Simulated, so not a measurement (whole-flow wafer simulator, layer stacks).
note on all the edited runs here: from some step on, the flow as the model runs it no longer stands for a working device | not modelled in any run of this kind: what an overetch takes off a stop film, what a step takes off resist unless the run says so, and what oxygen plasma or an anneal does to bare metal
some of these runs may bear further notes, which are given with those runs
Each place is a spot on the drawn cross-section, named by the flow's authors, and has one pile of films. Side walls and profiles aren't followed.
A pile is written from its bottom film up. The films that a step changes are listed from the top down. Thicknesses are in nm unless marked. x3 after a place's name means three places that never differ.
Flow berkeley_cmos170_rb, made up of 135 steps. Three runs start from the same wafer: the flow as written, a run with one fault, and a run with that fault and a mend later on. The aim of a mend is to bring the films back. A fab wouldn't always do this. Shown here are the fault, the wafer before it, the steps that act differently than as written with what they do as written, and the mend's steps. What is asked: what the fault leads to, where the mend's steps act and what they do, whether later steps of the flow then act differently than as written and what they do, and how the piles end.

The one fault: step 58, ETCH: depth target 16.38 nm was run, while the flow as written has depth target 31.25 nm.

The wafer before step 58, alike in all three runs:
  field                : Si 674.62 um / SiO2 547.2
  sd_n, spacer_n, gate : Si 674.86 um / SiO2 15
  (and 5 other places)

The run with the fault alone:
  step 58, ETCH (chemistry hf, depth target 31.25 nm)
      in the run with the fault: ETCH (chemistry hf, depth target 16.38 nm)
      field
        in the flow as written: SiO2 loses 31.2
        in the run with the fault: SiO2 loses 16.4
  Steps further on in the flow that do not act as written (not shown: 31 more steps that differ only slightly, by at most 2% or 0.5 nm, whichever is larger):
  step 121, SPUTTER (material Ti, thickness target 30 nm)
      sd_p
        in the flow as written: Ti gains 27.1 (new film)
        in the run with the fault: Ti gains 25.4 (new film)
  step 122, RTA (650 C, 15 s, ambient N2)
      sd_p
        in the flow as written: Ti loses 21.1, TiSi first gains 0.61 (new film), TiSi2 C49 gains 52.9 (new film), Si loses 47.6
        in the run with the fault: Ti loses 19.8, TiSi2 C49 gains 50.4 (new film), Si loses 45
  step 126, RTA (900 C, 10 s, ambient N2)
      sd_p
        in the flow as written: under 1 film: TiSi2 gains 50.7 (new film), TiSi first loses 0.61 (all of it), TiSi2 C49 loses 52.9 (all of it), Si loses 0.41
        in the run with the fault: under 1 film: TiSi2 gains 47.4 (new film), TiSi2 C49 loses 50.4 (all of it)
  By the end, the piles at sd_p depart from the flow's by more than 2% or 0.5 nm, whichever is larger.
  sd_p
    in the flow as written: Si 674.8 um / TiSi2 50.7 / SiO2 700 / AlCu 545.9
    in the run with the fault: Si 674.81 um / TiSi2 47.4 / SiO2 700 / AlCu 541.4

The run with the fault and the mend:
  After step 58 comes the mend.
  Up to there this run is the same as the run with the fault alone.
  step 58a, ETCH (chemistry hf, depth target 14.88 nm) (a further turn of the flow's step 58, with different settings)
      field
        SiO2 loses 14.9
  None of the later steps of the flow differs from how it acts as written, at any place that is followed, by more than 2% or 0.5 nm, whichever is larger.
  At every place that both follow, the piles at the end match the flow's.
